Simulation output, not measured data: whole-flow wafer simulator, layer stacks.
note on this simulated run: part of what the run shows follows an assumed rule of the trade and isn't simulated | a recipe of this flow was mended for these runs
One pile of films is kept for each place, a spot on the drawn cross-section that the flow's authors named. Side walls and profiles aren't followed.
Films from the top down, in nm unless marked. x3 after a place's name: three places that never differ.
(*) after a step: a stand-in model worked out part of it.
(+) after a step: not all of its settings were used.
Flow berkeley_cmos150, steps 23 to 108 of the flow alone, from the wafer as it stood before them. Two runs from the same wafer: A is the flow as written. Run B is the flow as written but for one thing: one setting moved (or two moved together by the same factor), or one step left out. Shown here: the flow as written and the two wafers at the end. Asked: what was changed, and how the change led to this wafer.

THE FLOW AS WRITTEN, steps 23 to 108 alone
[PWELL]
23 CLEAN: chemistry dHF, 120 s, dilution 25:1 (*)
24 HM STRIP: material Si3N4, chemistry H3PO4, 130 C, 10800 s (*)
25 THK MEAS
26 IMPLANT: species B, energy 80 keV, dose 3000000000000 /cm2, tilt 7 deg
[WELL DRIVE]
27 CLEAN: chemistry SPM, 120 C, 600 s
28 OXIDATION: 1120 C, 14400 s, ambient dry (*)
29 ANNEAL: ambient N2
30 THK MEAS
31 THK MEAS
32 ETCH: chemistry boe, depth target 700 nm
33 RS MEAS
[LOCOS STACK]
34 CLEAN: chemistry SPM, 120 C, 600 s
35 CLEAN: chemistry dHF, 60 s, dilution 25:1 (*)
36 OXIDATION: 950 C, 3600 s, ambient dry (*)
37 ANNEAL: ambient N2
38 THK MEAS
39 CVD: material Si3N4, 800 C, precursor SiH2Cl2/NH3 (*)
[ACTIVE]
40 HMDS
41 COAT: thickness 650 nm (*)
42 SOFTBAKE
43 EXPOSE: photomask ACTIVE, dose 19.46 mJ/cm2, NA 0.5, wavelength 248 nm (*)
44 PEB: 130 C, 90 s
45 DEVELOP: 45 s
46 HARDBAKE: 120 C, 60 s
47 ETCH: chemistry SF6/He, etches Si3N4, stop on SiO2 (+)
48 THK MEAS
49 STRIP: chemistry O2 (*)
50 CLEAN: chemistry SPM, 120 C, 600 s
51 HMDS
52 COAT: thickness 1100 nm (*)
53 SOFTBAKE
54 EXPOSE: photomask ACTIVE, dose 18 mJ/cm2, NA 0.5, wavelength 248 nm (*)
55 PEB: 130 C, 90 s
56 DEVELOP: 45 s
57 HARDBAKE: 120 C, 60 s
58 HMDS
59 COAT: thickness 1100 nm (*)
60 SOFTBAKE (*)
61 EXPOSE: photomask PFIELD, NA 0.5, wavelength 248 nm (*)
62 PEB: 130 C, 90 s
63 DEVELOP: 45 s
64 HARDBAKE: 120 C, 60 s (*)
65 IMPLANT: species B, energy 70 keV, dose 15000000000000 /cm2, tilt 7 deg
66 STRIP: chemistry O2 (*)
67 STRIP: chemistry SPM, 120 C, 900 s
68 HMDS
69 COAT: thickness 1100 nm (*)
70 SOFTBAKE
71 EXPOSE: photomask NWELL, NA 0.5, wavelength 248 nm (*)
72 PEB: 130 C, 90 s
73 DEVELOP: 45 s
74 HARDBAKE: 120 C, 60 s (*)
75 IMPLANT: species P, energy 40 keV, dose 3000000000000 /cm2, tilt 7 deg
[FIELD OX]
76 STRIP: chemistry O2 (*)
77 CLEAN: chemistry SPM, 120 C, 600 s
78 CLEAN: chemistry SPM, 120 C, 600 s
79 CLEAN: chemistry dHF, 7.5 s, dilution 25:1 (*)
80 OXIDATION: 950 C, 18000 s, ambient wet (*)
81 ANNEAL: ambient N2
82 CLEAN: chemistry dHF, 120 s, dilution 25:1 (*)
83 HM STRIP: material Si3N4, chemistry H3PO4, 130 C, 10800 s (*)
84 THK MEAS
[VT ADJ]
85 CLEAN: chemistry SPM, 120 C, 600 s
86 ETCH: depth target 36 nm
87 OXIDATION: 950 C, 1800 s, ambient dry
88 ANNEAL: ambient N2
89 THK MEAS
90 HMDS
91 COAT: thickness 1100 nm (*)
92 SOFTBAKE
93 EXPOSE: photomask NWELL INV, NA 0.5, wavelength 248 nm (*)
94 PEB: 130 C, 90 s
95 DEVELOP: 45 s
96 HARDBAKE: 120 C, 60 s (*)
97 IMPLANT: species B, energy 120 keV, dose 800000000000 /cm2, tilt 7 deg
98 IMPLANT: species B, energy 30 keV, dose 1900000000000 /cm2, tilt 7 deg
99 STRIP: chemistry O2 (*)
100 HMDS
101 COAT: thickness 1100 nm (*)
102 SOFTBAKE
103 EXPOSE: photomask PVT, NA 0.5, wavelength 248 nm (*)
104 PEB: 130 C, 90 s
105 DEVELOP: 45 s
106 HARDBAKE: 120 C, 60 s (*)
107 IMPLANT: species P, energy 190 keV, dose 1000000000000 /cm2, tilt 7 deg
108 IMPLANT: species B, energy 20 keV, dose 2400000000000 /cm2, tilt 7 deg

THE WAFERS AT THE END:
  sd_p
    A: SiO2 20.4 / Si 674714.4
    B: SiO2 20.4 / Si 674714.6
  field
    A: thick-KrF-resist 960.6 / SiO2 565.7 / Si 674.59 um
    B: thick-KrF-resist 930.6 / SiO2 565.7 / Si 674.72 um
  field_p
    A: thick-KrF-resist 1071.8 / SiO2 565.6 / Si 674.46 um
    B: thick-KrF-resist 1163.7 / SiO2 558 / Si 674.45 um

The cause: step 24, HM STRIP: 91 C was run, where the flow has 130 C.

How the change led to this, step by step:
  24 HM STRIP: material Si3N4, chemistry H3PO4, 130 C, 10800 s (*)
      field, sd_n, gate_n, contact, m1: A Si3N4 -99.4 (all of it), SiO2 -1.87 | B Si3N4 -27.5
      field_p, sd_p, gate_p: A SiO2 -2.72 | B SiO2 -0.17
  28 OXIDATION: 1120 C, 14400 s, ambient dry (*)
      field, sd_n, gate_n, contact, m1: A SiO2 +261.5, Si -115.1 | B nothing
  32 ETCH: chemistry boe, depth target 700 nm
      field, sd_n, gate_n, contact, m1: A SiO2 -291.1 (all of it) | B Si3N4 -7
  34 CLEAN: chemistry SPM, 120 C, 600 s
      field, sd_n, gate_n, contact, m1: A chemical SiO2 +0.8 (new film), Si -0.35 | B nothing
  35 CLEAN: chemistry dHF, 60 s, dilution 25:1 (*)
      field, sd_n, gate_n, contact, m1: A chemical SiO2 -0.8 (all of it) | B Si3N4 -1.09
  36 OXIDATION: 950 C, 3600 s, ambient dry (*)
      field, sd_n, gate_n, contact, m1: A SiO2 +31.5 (new film), Si -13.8 | B nothing
  39 CVD: material Si3N4, 800 C, precursor SiH2Cl2/NH3 (*)
      field, sd_n, gate_n, contact, m1: A Si3N4 +106 (new film) | B Si3N4 +106
  41 COAT: thickness 650 nm (*)
      field: A KrF-resist +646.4 (new film) | B KrF-resist +574.5 (new film)
      field_p: A KrF-resist +715.2 (new film) | B KrF-resist +810.7 (new film)
      (and at 3 more places)
  45 DEVELOP: 45 s
      field: A KrF-resist -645 (all of it) | B KrF-resist -573.2 (all of it)
      field_p: A KrF-resist -713.6 (all of it) | B KrF-resist -808.9 (all of it)
  46 HARDBAKE: 120 C, 60 s
      sd_n: A KrF-resist -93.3 | B KrF-resist -90.1
      sd_p: A KrF-resist -102.4 | B KrF-resist -111.3
      (and at 1 more place)
  47 ETCH: chemistry SF6/He, etches Si3N4, stop on SiO2 (+)
      sd_n, gate_n, sd_p, gate_p, contact, m1: A KrF-resist -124 | B KrF-resist -193.3
      field: A Si3N4 -106 (all of it), SiO2 -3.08 | B Si3N4 -169.8 (all of it), SiO2 -3.08
      (and at 1 more place)
  49 STRIP: chemistry O2 (*)
      sd_n: A KrF-resist -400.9 (all of it) | B KrF-resist -313.6 (all of it)
      gate_n: A KrF-resist -409.3 (all of it) | B KrF-resist -332.6 (all of it)
      (and at 4 more places)
  52 COAT: thickness 1100 nm (*)
      field_p: A thick-KrF-resist +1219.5 (new film) | B thick-KrF-resist +1328.1 (new film)
      sd_n: A thick-KrF-resist +1019.1 (new film) | B thick-KrF-resist +960.5 (new film)
      (and at 5 more places)
  56 DEVELOP: 45 s
      field_p: A thick-KrF-resist -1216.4 (all of it) | B thick-KrF-resist -1324.7 (all of it)
  57 HARDBAKE: 120 C, 60 s
      sd_n: A thick-KrF-resist -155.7 | B thick-KrF-resist -146.6
      gate_n: A thick-KrF-resist -158.8 | B thick-KrF-resist -152.4
      (and at 4 more places)
  59 COAT: thickness 1100 nm (*)
      field_p: A thick-KrF-resist +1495 (new film) | B thick-KrF-resist +1604.5 (new film)
      sd_n: A thick-KrF-resist +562 | B thick-KrF-resist +545.4
      (and at 5 more places)
  ... 11 more steps ...
  105 DEVELOP: 45 s
      sd_p: A thick-KrF-resist -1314 (all of it) | B thick-KrF-resist -1376.5 (all of it)
      gate_p: A thick-KrF-resist -1288.3 (all of it) | B thick-KrF-resist -1348.4 (all of it)
